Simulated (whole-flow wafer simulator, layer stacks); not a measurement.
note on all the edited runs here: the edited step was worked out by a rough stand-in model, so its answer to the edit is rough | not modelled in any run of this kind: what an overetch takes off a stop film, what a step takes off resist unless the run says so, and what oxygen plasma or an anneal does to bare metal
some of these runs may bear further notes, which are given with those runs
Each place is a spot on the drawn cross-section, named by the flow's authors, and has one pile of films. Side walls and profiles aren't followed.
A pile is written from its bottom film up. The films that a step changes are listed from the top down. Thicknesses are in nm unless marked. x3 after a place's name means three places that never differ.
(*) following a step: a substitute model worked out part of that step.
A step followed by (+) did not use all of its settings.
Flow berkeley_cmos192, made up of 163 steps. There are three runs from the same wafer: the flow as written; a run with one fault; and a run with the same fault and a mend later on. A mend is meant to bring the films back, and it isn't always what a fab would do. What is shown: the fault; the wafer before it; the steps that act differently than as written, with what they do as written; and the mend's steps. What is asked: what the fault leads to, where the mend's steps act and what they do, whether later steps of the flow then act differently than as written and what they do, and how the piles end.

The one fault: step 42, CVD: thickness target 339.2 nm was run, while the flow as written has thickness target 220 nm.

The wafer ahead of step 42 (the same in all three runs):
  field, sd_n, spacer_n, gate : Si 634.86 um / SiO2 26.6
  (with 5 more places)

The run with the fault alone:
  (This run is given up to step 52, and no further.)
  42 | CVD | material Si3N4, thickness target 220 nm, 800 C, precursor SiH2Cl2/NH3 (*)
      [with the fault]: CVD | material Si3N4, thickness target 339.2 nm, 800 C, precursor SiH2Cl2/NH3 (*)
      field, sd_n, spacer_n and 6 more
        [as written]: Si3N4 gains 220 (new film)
        [with the fault]: Si3N4 gains 339.2 (new film)
  Steps further on in the flow that do not act as written:
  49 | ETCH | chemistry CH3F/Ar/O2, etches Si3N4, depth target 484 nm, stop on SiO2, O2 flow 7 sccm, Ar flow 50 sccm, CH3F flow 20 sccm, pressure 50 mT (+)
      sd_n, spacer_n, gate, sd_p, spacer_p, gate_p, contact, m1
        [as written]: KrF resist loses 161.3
        [with the fault]: KrF resist loses 240.8
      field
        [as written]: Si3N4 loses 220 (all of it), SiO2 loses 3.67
        [with the fault]: Si3N4 loses 339.2 (all of it), SiO2 loses 3.67
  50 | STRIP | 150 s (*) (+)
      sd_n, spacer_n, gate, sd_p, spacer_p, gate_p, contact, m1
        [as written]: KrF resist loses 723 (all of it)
        [with the fault]: KrF resist loses 643.6 (all of it)
  After step 52, at sd_n, spacer_n, gate, sd_p, spacer_p, gate_p, contact, m1, the piles differ from the flow's by more than 2% or 0.5 nm, whichever is larger.
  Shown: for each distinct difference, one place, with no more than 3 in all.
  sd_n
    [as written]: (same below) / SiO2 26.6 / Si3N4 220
    [with the fault]: (same below) / SiO2 26.6 / Si3N4 339.2

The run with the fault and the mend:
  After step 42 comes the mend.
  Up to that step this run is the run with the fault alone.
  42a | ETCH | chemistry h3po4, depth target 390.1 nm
      field, sd_n, spacer_n and 6 more
        Si3N4 loses 339.2 (all of it)
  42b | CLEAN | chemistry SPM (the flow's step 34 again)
      alters no film at any place that is followed
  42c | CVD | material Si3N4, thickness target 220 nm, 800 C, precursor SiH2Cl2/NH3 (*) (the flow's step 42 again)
      field, sd_n, spacer_n and 6 more
        Si3N4 gains 220 (new film)
  None of the later steps of the flow acts differently than as written at any place that is followed.
  At every place that both follow, the piles at the end match the flow's.
